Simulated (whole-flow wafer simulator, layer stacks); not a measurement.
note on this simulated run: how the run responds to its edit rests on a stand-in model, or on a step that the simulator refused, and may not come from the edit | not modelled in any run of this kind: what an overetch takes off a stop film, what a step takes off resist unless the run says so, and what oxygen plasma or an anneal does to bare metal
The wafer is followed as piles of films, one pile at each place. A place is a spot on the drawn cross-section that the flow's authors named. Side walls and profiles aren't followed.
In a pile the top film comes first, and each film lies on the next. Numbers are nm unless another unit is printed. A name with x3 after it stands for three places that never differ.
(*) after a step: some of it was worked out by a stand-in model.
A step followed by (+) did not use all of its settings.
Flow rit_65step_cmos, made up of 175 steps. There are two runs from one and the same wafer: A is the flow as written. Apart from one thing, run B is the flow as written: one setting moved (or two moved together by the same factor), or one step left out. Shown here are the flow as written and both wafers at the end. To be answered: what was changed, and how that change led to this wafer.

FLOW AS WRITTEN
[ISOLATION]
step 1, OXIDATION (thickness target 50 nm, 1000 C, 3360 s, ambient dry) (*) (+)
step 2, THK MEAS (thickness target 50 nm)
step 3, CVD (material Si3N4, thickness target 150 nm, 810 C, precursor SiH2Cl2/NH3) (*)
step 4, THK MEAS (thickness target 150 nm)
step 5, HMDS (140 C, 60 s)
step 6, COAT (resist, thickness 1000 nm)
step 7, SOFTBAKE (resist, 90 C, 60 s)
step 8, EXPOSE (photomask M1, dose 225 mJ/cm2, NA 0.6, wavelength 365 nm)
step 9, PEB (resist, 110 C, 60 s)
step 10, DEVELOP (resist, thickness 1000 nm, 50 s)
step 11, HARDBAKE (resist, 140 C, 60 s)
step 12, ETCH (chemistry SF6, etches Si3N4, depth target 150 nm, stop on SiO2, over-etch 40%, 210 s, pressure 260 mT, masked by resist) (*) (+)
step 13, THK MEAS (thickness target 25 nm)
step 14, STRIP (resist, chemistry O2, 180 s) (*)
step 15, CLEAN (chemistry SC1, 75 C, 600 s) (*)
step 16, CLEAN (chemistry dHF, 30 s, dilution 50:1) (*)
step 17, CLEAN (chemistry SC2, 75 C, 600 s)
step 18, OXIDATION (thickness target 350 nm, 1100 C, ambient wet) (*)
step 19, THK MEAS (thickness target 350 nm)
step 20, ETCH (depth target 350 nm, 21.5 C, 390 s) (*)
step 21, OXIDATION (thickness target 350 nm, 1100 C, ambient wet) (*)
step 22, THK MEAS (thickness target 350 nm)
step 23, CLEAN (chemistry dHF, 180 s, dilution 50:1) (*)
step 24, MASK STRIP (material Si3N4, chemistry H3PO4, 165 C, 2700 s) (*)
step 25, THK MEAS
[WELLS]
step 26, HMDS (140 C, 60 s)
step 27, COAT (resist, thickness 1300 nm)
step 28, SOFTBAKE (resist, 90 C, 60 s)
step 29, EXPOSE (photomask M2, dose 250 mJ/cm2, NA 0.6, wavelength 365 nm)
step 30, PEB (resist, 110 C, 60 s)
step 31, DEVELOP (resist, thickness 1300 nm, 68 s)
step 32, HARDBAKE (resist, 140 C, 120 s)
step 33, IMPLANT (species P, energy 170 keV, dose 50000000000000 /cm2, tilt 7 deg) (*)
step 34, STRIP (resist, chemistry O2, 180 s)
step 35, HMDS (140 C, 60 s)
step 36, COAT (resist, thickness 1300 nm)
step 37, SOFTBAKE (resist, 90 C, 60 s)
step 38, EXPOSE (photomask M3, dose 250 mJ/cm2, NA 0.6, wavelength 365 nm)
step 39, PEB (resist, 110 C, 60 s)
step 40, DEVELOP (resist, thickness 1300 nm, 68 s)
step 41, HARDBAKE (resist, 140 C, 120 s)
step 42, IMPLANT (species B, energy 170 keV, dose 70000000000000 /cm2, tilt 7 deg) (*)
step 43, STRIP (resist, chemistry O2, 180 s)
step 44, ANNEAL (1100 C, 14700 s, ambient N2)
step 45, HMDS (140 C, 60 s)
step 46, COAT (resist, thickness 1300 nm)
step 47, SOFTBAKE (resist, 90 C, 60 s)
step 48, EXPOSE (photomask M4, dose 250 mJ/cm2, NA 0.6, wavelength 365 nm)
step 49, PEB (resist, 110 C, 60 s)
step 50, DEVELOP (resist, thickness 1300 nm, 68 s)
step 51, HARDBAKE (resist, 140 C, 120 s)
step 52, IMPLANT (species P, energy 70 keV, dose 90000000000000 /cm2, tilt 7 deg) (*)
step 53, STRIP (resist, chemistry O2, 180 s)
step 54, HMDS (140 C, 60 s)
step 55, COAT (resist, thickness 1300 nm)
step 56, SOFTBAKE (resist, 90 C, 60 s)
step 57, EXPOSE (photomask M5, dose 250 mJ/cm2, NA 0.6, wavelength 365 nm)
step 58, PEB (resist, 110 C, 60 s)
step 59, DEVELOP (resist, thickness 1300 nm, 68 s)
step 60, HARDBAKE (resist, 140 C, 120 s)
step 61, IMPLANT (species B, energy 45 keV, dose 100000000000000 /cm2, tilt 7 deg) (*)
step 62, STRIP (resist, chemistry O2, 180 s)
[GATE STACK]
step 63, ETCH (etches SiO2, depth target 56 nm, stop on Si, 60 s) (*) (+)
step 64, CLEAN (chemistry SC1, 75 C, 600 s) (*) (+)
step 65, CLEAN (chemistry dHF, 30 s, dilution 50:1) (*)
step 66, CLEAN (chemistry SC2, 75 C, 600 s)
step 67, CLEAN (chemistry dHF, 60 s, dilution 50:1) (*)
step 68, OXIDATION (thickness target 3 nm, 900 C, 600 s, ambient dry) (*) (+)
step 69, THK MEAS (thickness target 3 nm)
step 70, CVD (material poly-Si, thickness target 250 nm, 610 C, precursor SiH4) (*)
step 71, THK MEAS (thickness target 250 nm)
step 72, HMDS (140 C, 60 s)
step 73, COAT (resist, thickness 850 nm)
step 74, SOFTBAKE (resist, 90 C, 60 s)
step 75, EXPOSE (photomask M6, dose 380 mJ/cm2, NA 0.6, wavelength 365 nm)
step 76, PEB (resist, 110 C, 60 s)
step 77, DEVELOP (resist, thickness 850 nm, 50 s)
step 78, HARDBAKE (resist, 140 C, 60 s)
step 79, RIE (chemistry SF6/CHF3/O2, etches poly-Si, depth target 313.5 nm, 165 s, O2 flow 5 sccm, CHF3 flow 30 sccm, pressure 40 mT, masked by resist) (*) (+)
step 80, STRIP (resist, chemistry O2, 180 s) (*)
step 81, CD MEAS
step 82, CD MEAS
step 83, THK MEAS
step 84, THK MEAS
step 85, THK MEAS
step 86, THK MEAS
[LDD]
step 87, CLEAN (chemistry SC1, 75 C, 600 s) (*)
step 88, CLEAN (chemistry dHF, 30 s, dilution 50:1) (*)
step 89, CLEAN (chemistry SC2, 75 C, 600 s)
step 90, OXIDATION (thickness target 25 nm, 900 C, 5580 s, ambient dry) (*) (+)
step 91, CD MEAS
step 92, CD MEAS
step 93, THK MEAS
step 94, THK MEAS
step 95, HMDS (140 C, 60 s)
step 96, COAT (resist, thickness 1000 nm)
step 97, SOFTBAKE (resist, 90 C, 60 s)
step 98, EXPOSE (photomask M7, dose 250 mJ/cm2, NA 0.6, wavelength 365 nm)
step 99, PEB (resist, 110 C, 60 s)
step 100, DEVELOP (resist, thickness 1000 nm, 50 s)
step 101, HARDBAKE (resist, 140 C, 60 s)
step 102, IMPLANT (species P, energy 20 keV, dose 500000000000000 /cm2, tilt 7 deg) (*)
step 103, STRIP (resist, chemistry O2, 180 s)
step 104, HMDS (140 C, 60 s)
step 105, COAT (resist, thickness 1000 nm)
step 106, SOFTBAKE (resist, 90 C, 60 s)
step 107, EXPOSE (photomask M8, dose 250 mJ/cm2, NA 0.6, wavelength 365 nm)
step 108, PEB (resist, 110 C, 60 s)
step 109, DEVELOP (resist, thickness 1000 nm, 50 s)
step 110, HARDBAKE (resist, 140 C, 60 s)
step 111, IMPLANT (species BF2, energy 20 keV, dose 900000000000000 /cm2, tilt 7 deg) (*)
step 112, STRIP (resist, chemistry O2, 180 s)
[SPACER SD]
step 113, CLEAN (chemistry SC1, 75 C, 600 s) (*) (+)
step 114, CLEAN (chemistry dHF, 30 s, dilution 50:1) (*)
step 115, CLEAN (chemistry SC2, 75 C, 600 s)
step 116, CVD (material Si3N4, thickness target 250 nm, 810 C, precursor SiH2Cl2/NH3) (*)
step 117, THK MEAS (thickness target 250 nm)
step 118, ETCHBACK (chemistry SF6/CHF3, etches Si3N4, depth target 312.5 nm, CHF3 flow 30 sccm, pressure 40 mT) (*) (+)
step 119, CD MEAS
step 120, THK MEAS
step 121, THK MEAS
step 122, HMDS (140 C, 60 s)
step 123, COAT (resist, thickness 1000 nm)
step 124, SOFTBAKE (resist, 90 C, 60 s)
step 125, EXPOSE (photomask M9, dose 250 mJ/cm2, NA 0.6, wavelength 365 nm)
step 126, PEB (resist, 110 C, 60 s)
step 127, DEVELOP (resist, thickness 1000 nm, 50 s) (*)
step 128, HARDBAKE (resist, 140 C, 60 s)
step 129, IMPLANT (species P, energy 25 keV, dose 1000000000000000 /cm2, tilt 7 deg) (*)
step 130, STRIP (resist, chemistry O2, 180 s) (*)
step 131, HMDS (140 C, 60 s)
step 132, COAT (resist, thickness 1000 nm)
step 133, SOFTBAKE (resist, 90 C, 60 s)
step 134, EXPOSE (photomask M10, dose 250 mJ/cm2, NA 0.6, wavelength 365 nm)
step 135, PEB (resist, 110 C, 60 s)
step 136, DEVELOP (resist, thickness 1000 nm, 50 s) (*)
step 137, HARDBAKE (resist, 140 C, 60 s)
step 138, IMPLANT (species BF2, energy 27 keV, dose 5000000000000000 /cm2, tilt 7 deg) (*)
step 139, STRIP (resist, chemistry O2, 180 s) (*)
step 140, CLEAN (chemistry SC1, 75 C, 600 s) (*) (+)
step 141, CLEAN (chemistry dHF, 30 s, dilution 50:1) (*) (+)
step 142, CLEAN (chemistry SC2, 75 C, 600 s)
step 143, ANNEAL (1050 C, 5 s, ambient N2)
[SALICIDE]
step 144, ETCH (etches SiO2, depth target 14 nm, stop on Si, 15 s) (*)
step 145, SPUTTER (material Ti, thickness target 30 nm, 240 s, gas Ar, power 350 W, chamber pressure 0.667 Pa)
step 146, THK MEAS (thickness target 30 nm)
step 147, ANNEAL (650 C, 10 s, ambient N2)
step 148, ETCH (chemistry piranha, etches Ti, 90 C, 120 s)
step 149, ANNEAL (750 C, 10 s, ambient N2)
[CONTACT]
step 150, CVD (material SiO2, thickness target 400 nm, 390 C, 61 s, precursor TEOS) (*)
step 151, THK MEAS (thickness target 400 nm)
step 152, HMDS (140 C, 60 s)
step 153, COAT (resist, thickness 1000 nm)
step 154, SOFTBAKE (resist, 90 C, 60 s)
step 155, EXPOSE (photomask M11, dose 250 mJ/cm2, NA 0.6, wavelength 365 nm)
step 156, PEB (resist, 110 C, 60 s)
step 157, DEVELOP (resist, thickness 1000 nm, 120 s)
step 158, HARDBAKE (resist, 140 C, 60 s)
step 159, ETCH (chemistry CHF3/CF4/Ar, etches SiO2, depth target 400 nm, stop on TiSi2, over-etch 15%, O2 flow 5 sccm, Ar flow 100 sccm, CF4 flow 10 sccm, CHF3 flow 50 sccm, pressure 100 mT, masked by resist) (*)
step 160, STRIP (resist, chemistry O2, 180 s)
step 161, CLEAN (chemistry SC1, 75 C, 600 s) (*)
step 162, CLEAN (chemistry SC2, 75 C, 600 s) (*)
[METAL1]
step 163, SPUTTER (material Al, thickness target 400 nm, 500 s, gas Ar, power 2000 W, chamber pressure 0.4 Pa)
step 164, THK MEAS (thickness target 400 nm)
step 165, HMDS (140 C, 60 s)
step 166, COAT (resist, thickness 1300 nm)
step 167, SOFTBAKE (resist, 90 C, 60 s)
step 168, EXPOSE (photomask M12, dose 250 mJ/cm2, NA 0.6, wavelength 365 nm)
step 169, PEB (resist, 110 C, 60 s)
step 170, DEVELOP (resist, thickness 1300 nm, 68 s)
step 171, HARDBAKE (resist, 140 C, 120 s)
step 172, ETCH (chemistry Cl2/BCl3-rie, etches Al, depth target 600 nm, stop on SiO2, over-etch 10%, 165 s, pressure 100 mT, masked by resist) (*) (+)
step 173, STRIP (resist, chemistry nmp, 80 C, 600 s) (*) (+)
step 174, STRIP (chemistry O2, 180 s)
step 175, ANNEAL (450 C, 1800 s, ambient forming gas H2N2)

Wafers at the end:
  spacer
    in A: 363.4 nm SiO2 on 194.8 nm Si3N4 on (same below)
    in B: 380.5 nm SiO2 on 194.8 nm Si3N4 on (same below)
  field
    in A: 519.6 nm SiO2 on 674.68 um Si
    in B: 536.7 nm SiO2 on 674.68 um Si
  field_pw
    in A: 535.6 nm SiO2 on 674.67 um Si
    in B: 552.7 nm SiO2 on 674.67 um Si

What caused this: step 163, SPUTTER: power 2682 W was run, while the flow as written has power 2000 W.

Step by step, how the change led to this:
  step 163, SPUTTER (material Al, thickness target 400 nm, 500 s, gas Ar, power 2000 W, chamber pressure 0.4 Pa)
      field, field_pw, field_p, spacer, spacer_p: A +400 Al (new film) | B +536.4 Al (new film)
      gate_n, gate_p: A +396 Al (new film) | B +514.9 Al (new film)
      (and at 1 other place as well)
  step 172, ETCH (chemistry Cl2/BCl3-rie, etches Al, depth target 600 nm, stop on SiO2, over-etch 10%, 165 s, pressure 100 mT, masked by resist) (*) (+)
      field, field_pw, field_p: A -400 Al (all of it), -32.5 SiO2 | B -536.4 Al (all of it), -15.5 SiO2
      gate_n, gate_p: A -396 Al (all of it), -33 SiO2 | B -514.9 Al (all of it), -18.1 SiO2
      (and at 3 other places as well)
